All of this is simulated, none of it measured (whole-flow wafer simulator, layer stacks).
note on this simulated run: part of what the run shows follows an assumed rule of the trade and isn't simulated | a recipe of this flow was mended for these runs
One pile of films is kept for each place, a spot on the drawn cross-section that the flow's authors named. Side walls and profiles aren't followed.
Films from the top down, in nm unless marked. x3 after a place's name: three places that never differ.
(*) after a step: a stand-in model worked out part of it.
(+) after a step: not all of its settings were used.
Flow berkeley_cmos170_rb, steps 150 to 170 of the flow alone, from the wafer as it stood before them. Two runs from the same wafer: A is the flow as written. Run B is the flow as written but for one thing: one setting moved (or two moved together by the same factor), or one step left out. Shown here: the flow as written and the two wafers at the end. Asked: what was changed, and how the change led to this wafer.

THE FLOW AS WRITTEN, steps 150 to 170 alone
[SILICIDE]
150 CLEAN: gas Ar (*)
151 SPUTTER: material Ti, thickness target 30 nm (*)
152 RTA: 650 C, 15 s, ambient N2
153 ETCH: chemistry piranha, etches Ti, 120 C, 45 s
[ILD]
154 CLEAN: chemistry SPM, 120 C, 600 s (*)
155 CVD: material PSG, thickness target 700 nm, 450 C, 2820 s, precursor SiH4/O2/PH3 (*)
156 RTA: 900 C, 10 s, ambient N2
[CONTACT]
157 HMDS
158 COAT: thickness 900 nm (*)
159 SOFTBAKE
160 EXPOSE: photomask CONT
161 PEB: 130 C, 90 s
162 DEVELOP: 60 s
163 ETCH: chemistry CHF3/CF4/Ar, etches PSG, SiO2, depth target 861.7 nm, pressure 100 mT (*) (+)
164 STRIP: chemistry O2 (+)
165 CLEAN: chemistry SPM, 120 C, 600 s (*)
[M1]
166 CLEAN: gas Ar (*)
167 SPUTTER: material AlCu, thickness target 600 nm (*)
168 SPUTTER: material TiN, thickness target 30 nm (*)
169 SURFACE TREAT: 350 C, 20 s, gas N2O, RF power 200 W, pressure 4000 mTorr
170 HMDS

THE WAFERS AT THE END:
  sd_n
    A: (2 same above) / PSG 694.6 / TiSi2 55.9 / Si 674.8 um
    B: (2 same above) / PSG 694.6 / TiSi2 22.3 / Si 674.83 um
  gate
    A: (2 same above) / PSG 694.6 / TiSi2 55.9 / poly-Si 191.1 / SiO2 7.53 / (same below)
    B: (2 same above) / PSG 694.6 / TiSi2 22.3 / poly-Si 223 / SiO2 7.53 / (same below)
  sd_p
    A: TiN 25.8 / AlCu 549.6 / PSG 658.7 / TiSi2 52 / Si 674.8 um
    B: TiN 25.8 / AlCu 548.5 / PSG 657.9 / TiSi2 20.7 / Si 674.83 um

The cause: step 151, SPUTTER: thickness target 12 nm was run, where the flow has thickness target 30 nm.

How the change led to this, step by step:
  151 SPUTTER: material Ti, thickness target 30 nm (*)
      field, sd_n, spacer_n, gate, spacer_p, gate_p, contact, m1: A Ti +30 (new film) | B Ti +12 (new film)
      sd_p: A Ti +27.9 (new film) | B Ti +11.2 (new film)
  152 RTA: 650 C, 15 s, ambient N2
      sd_n, contact, m1: A Ti -23.4, TiSi first +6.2 (new film), TiSi2 C49 +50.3 (new film), Si -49 | B Ti -9.36, TiSi2 C49 +23.8 (new film), Si -21.2
      gate, gate_p: A Ti -23.4, TiSi first +6.2 (new film), TiSi2 C49 +50.3 (new film), poly-Si -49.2 | B Ti -9.36, TiSi2 C49 +23.8 (new film), poly-Si -21.3
      (and at 1 more place)
  153 ETCH: chemistry piranha, etches Ti, 120 C, 45 s
      sd_n, gate, gate_p, contact, m1: A Ti -6.6 (all of it), TiSi first -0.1 | B Ti -2.64 (all of it), TiSi2 C49 -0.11
      sd_p: A Ti -6.14 (all of it), TiSi first -0.1 | B Ti -2.45 (all of it), TiSi2 C49 -0.11
      (and at 3 more places)
  156 RTA: 900 C, 10 s, ambient N2
      sd_n, contact, m1: A under 1 film: TiSi2 +55.9 (new film), TiSi first -6.09 (all of it), TiSi2 C49 -50.3 (all of it), Si -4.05 | B under 1 film: TiSi2 +22.3 (new film), TiSi2 C49 -23.7 (all of it)
      gate, gate_p: A under 1 film: TiSi2 +55.9 (new film), TiSi first -6.09 (all of it), TiSi2 C49 -50.3 (all of it), poly-Si -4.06 | B under 1 film: TiSi2 +22.3 (new film), TiSi2 C49 -23.7 (all of it)
      (and at 1 more place)
